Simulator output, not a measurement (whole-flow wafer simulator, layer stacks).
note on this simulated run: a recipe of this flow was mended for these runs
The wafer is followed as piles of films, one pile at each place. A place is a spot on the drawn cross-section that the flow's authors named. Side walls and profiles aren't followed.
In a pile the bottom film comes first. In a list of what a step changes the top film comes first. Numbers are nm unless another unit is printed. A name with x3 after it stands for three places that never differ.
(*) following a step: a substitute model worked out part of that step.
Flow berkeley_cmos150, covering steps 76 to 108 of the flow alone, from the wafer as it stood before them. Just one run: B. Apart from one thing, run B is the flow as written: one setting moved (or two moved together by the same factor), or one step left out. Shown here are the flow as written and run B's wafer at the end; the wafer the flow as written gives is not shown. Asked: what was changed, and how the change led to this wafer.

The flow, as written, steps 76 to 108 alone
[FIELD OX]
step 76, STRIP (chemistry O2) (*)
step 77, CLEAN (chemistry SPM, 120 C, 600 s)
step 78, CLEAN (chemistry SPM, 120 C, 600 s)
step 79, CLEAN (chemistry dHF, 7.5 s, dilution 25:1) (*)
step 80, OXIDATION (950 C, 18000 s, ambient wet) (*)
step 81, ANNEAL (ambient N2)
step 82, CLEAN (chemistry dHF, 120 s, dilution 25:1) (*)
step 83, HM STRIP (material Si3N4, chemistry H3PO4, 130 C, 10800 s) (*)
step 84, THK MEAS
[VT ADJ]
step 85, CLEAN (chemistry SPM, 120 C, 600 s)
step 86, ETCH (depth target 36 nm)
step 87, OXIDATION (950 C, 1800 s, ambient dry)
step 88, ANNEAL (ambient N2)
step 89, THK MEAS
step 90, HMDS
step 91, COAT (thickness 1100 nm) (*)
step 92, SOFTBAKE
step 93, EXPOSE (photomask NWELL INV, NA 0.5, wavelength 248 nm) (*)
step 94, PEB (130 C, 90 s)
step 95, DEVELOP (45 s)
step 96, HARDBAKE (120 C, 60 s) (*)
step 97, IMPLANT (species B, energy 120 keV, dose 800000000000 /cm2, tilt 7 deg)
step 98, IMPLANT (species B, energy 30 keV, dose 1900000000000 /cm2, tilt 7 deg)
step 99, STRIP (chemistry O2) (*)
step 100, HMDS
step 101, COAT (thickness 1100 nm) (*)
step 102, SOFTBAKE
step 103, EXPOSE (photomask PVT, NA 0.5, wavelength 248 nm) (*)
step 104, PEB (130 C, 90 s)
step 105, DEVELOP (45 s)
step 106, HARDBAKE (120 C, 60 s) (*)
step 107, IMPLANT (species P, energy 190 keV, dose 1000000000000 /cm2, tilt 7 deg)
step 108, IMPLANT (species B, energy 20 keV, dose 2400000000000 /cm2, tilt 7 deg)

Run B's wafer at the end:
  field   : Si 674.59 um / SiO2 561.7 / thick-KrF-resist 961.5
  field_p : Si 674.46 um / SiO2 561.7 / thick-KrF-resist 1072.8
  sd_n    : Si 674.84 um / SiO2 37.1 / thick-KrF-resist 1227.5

What caused this: step 86, ETCH: depth target 40 nm was run, whereas the flow has depth target 36 nm.

How this came from the change, step by step:
  step 86, ETCH (depth target 36 nm)
      field, field_p, sd_n: -40 SiO2 (as written it would have been: -36 SiO2)
  step 87, OXIDATION (950 C, 1800 s, ambient dry)
      sd_n: +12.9 SiO2, -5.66 Si (as written it would have been: +12.1 SiO2, -5.32 Si)
